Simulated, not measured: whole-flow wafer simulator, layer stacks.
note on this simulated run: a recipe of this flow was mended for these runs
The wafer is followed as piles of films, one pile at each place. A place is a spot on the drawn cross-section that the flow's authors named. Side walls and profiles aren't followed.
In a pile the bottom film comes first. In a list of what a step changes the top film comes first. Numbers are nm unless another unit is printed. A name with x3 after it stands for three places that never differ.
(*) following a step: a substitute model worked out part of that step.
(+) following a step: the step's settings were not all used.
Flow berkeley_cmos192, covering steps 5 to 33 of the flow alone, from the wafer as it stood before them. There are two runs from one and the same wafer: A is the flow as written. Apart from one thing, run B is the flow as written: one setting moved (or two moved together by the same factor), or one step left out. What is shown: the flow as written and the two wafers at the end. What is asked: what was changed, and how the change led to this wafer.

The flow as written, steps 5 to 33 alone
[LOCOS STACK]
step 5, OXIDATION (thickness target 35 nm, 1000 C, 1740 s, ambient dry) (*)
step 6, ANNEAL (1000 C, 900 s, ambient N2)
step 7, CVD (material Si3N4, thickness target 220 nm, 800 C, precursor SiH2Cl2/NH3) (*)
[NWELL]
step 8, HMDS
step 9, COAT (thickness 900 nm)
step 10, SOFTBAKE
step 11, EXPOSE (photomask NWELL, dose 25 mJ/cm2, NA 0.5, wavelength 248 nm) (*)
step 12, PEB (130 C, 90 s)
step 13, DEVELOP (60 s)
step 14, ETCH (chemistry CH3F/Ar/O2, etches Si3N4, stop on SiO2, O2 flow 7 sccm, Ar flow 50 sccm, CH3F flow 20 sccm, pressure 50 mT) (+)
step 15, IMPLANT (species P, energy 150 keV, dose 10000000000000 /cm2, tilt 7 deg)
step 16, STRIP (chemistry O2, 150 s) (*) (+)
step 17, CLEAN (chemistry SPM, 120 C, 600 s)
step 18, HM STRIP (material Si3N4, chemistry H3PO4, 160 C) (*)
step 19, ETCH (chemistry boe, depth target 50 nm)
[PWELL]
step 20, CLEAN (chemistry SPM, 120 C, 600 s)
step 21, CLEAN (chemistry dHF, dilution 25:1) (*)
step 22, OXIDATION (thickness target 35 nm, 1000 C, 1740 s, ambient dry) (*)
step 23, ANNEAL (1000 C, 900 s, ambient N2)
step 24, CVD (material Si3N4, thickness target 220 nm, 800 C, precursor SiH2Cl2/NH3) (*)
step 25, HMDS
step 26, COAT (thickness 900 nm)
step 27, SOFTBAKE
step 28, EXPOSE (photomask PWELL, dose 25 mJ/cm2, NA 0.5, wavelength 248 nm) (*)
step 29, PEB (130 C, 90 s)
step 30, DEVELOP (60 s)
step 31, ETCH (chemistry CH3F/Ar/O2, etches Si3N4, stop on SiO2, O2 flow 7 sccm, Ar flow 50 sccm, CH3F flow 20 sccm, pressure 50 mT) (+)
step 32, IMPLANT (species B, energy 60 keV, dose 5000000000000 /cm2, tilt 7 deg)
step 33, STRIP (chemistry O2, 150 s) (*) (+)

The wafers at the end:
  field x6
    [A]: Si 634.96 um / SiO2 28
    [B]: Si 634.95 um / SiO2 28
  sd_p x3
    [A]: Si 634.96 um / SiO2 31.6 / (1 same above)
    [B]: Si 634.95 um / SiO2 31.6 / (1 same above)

Cause: step 5, OXIDATION: thickness target 105 nm was run, though the flow has thickness target 35 nm; step 5, OXIDATION: 5220 s was run, where the flow has 1740 s.

How this came from the change, step by step:
  step 5, OXIDATION (thickness target 35 nm, 1000 C, 1740 s, ambient dry) (*)
      field x6, sd_p x3: A +31.6 SiO2 (new film), -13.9 Si | B +62.4 SiO2 (new film), -27.4 Si
  step 19, ETCH (chemistry boe, depth target 50 nm)
      field x6: A -18.7 SiO2 (all of it) | B -49.5 SiO2 (all of it)
      sd_p x3: A -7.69 SiO2 (all of it) | B -38.4 SiO2 (all of it)
